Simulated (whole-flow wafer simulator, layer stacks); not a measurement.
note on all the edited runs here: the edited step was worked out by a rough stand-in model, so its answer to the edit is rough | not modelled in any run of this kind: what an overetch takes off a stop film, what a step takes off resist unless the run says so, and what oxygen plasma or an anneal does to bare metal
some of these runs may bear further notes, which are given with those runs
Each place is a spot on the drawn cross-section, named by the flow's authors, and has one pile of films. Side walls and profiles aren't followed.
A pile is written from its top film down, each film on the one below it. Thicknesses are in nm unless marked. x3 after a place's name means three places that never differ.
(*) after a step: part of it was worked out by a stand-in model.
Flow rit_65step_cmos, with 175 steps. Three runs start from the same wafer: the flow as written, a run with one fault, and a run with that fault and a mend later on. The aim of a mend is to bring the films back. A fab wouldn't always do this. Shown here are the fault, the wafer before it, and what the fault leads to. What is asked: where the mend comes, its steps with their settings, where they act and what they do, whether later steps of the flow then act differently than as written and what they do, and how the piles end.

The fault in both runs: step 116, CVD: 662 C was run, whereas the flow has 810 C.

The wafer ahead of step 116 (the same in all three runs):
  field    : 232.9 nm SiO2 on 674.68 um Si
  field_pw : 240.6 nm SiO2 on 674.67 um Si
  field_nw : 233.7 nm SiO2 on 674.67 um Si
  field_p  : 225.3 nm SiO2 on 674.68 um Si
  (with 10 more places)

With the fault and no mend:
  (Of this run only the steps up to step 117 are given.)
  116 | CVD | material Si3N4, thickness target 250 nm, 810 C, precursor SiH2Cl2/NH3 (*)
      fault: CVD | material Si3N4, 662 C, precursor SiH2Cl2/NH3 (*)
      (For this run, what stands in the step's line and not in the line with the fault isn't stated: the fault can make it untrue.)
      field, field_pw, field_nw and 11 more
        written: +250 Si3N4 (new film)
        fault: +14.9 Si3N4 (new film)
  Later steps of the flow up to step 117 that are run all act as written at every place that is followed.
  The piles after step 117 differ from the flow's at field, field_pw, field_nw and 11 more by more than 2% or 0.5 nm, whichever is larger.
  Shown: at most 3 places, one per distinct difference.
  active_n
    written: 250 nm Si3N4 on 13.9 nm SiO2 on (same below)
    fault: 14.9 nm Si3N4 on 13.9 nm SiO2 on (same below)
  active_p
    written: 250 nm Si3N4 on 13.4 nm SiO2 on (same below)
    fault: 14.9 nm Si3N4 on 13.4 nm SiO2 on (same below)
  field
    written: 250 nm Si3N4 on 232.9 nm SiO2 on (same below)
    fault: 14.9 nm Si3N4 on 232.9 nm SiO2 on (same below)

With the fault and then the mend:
  The mend stands after step 117.
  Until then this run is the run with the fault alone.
  117a | ETCH | chemistry h3po4, depth target 17.14 nm
      field, field_pw, field_nw and 11 more
        -14.9 Si3N4 (all of it)
  117b | CLEAN | chemistry SC2, 75 C, 600 s (the flow's step 115, run once more)
      does not change any film at any place that is followed
  117c | CVD | material Si3N4, thickness target 250 nm, 810 C, precursor SiH2Cl2/NH3 (*) (the flow's step 116, run once more)
      field, field_pw, field_nw and 11 more
        +250 Si3N4 (new film)
  Later steps of the flow that are run all act as written at every place that is followed.
  The piles end the same as the flow's at every place that both follow.
